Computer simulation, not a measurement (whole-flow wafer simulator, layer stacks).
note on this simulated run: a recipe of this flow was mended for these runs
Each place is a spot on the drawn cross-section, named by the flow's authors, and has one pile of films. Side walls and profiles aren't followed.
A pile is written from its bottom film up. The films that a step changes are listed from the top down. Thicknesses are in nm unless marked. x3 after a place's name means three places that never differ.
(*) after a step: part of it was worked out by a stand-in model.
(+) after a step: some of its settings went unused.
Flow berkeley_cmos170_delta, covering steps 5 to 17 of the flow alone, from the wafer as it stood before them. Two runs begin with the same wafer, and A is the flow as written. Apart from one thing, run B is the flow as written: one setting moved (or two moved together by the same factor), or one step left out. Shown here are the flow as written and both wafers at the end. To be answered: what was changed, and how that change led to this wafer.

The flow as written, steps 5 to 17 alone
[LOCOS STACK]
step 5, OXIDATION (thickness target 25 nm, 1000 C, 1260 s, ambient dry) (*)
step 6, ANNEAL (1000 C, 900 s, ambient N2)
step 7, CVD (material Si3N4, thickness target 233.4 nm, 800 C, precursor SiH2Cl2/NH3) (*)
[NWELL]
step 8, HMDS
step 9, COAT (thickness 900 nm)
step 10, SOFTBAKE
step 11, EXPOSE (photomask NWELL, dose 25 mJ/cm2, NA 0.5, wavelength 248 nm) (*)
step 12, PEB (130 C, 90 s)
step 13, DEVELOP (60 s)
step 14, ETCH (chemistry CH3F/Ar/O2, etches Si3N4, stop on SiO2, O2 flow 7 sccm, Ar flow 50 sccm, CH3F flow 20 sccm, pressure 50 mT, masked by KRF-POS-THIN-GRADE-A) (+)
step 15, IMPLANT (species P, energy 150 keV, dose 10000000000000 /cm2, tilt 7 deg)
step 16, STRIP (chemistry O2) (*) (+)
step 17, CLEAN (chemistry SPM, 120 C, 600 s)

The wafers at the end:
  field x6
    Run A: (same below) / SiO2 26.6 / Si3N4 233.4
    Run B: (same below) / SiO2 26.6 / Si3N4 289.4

What caused this: step 7, CVD: thickness target 289.4 nm was run, while the flow as written has thickness target 233.4 nm.
The wafer lets one read it off: field x6 has Si3N4 289.4, and step 7 as written asks for 233.4 nm.

How this came from the change, step by step:
  step 7, CVD (material Si3N4, thickness target 233.4 nm, 800 C, precursor SiH2Cl2/NH3) (*)
      field x6, sd_p x3: A +233.4 Si3N4 (new film) | B +289.4 Si3N4 (new film)
  step 14, ETCH (chemistry CH3F/Ar/O2, etches Si3N4, stop on SiO2, O2 flow 7 sccm, Ar flow 50 sccm, CH3F flow 20 sccm, pressure 50 mT, masked by KRF-POS-THIN-GRADE-A) (+)
      field x6: A -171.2 KrF-resist | B -208.5 KrF-resist
      sd_p x3: A -233.4 Si3N4 (all of it), -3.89 SiO2 | B -289.4 Si3N4 (all of it), -3.89 SiO2
  step 16, STRIP (chemistry O2) (*) (+)
      field x6: A -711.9 KrF-resist (all of it) | B -674.6 KrF-resist (all of it)
